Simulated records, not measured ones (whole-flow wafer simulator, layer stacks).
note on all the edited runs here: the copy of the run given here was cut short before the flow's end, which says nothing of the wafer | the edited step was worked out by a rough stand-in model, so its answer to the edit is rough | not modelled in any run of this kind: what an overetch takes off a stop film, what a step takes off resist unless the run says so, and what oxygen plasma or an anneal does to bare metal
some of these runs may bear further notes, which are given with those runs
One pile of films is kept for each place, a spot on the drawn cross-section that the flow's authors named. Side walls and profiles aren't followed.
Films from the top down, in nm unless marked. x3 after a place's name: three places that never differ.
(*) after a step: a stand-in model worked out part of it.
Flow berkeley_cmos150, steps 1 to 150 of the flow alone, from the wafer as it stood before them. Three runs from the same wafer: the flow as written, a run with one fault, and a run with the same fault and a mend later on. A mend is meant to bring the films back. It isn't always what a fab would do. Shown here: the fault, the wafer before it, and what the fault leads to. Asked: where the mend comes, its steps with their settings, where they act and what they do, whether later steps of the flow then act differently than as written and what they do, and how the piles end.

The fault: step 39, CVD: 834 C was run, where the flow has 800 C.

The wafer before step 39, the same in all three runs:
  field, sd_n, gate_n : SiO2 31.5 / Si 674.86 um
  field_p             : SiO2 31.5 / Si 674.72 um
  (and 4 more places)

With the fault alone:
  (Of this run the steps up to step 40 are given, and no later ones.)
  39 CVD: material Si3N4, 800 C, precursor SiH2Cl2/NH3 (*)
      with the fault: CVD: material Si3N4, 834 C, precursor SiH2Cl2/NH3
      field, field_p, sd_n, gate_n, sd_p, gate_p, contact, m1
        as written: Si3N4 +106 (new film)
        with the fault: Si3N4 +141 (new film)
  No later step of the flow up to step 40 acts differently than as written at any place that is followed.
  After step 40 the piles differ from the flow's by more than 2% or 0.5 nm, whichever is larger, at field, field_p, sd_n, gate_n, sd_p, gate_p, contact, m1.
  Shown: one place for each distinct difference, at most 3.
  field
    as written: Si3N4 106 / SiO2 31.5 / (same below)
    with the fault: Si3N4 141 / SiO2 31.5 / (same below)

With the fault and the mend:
  The mend comes after step 39.
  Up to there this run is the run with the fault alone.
  39a HM STRIP: material Si3N4, chemistry H3PO4, 130 C, 1176 s (*) (the flow's step 24 once more, with other settings)
      field, field_p, sd_n, gate_n, sd_p, gate_p, contact, m1
        Si3N4 -34.9
  No later step of the flow acts differently than as written, at any place that is followed, by more than 2% or 0.5 nm, whichever is larger.
  At the end the piles are the same as the flow's at every place that both follow.
